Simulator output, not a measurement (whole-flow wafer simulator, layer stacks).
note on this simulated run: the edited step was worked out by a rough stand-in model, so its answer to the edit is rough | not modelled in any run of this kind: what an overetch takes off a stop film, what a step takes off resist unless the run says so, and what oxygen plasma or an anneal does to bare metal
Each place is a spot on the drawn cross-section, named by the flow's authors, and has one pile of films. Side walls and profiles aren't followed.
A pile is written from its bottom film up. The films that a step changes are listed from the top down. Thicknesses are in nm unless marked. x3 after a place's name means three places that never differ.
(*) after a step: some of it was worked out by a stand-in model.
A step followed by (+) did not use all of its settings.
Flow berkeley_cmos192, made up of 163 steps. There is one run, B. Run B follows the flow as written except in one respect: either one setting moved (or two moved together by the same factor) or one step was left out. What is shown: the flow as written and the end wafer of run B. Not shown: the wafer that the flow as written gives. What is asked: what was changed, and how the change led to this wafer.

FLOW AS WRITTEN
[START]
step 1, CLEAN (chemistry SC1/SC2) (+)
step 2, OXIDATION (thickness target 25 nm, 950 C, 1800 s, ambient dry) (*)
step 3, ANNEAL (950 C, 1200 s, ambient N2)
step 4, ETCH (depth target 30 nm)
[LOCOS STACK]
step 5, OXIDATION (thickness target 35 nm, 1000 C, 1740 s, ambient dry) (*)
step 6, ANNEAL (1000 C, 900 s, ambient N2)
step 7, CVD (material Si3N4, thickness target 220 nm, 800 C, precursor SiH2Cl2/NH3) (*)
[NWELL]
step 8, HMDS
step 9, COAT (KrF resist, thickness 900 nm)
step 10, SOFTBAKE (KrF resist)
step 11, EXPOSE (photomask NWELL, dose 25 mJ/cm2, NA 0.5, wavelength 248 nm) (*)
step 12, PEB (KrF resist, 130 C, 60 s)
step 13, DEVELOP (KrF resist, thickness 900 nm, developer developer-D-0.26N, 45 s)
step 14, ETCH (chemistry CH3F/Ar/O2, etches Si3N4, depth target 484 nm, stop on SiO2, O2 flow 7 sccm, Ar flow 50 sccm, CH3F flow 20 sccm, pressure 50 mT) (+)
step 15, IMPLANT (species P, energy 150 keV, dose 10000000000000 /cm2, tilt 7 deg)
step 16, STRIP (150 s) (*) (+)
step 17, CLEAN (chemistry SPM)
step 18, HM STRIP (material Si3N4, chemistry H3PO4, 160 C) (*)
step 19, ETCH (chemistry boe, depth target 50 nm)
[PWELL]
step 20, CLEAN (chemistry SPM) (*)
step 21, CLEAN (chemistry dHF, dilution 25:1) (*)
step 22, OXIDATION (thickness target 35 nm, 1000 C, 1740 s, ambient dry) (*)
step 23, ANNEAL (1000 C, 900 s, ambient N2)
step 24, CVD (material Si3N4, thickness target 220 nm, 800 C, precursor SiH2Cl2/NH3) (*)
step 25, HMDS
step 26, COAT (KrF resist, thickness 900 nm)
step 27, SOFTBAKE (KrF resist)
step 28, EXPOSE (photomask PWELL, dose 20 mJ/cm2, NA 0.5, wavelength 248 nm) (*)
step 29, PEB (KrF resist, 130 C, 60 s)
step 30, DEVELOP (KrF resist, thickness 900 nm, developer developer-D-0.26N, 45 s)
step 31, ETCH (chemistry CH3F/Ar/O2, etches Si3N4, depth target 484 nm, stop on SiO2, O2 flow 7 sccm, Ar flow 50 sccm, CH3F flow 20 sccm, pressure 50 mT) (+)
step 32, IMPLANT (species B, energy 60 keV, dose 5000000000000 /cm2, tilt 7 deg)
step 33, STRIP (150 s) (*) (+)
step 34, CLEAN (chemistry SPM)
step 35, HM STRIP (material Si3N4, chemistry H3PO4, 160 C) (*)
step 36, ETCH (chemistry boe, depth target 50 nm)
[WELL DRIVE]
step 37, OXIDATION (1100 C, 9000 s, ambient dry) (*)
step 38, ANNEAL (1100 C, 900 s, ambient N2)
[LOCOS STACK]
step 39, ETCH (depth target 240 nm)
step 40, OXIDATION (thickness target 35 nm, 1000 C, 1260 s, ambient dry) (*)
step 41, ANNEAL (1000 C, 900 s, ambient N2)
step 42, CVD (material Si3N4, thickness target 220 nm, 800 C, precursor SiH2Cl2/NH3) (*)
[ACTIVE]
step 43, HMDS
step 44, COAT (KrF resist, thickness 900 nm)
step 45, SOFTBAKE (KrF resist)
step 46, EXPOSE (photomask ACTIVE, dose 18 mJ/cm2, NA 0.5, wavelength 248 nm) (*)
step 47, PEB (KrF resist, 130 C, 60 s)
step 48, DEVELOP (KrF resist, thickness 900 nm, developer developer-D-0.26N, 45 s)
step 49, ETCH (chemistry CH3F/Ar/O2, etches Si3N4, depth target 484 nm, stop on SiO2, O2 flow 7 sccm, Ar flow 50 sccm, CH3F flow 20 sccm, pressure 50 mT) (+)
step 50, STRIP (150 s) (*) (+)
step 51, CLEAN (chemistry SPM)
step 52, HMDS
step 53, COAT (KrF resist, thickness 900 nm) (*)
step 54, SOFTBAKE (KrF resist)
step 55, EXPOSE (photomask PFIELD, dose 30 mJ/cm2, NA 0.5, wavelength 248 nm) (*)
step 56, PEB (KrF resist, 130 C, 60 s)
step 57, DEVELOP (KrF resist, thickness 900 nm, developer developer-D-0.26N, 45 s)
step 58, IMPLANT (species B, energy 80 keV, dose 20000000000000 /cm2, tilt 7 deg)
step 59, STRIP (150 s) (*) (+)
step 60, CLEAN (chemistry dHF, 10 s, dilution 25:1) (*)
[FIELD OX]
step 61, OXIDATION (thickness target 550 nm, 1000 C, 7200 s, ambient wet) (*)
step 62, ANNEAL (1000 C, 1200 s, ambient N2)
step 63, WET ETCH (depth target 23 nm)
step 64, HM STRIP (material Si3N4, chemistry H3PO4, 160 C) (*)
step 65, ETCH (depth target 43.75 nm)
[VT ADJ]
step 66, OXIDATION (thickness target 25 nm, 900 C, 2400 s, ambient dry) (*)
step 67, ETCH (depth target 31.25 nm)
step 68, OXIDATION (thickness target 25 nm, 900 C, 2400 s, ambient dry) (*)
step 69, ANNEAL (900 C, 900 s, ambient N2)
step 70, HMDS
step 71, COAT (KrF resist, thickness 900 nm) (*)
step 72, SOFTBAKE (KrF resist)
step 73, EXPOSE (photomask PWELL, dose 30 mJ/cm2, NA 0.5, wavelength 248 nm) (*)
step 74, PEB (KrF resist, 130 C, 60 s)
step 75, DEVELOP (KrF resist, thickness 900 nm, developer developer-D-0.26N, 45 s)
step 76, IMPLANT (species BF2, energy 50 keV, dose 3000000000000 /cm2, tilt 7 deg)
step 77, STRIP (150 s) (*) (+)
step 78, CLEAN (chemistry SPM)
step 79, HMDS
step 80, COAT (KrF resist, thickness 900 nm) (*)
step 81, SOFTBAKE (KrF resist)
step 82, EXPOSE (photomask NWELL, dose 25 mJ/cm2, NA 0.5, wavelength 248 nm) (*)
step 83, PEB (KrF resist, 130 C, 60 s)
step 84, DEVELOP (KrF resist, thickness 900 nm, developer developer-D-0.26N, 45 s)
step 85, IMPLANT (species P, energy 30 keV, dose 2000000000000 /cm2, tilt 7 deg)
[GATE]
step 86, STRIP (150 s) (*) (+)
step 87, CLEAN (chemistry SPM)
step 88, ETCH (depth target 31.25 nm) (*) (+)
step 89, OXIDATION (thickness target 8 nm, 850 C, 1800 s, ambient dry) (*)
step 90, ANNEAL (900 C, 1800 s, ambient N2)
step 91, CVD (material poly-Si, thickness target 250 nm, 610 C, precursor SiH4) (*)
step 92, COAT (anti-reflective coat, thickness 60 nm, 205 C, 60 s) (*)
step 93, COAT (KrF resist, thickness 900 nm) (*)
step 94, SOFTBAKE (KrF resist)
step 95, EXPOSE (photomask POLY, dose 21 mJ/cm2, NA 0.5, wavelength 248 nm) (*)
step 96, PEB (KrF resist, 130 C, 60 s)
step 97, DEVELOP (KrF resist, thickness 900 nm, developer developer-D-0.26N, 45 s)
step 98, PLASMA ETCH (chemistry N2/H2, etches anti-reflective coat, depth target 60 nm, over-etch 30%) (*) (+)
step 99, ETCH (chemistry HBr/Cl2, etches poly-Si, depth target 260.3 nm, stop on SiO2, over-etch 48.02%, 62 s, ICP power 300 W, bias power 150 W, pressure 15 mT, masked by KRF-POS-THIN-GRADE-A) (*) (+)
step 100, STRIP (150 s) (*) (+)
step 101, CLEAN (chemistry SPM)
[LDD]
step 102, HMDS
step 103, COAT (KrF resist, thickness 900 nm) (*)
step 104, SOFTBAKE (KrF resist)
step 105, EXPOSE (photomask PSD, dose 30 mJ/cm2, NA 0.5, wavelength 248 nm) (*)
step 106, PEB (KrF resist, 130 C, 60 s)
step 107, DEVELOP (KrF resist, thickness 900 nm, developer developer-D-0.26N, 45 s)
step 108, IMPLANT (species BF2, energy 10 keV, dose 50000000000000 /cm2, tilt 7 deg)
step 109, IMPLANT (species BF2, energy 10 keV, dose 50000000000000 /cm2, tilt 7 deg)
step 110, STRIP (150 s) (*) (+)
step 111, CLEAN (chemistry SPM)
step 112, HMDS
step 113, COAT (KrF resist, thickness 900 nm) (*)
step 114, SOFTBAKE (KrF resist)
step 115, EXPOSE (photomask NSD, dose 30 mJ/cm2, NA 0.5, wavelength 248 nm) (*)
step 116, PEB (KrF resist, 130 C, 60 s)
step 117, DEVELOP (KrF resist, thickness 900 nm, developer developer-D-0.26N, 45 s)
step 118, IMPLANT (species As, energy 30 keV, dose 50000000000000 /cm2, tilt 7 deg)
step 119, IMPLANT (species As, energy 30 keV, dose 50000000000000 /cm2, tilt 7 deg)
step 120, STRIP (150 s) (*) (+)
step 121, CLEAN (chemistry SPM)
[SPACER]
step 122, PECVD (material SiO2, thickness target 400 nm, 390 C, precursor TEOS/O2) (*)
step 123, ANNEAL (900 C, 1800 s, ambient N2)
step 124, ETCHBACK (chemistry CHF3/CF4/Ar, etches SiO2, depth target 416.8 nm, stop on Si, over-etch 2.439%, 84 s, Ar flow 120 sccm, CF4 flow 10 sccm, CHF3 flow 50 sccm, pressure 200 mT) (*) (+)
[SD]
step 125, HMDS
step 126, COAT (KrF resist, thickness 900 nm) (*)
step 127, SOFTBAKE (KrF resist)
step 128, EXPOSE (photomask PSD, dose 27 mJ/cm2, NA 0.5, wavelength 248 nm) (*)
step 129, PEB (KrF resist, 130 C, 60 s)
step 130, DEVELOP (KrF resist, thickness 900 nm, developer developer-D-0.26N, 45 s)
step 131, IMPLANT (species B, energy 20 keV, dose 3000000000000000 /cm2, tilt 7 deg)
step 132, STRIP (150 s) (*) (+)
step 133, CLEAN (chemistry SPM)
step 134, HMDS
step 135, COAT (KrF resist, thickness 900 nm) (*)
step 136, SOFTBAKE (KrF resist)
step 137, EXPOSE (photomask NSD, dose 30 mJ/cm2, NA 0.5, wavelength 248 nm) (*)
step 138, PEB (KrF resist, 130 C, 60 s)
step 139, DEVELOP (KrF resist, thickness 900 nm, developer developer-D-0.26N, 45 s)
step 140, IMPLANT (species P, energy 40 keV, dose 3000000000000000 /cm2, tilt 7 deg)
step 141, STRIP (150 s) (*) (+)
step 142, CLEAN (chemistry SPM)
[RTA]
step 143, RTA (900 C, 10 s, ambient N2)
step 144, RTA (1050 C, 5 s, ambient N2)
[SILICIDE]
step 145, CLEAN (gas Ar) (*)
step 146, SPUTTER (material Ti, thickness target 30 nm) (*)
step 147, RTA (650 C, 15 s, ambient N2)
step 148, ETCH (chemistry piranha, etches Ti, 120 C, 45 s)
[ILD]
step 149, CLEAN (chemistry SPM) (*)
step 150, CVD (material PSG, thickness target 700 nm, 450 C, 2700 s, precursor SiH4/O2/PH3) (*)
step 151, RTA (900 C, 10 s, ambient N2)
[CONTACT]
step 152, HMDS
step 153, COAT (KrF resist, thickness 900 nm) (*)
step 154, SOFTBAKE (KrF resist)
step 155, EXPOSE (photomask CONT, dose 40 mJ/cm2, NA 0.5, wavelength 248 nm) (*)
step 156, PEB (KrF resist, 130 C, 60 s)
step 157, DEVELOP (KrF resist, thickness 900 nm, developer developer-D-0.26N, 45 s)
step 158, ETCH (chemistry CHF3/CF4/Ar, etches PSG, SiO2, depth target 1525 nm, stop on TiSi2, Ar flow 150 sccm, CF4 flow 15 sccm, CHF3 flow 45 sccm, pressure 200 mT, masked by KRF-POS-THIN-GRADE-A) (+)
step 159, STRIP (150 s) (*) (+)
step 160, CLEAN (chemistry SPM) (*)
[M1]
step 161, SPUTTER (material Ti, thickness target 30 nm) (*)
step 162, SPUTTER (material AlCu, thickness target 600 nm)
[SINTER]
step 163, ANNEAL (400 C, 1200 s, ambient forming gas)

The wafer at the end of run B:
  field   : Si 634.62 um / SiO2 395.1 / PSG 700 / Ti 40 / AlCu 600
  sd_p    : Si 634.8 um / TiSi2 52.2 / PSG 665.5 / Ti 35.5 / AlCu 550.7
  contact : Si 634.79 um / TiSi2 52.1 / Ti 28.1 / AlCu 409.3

What caused this: step 161, SPUTTER: thickness target 40 nm was run, while the flow as written has thickness target 30 nm.
One can read it off the wafer: field has Ti 40, and step 161 as written asks for 30 nm.

Step by step, how the change led to this:
  step 161, SPUTTER (material Ti, thickness target 30 nm) (*)
      field, sd_n, spacer_n, gate, spacer_p, gate_p, m1: Ti gains 40 (new film) (in the flow as written it would be: Ti gains 30 (new film))
      sd_p: Ti gains 35.5 (new film) (in the flow as written it would be: Ti gains 26.6 (new film))
      (also at 1 further place)
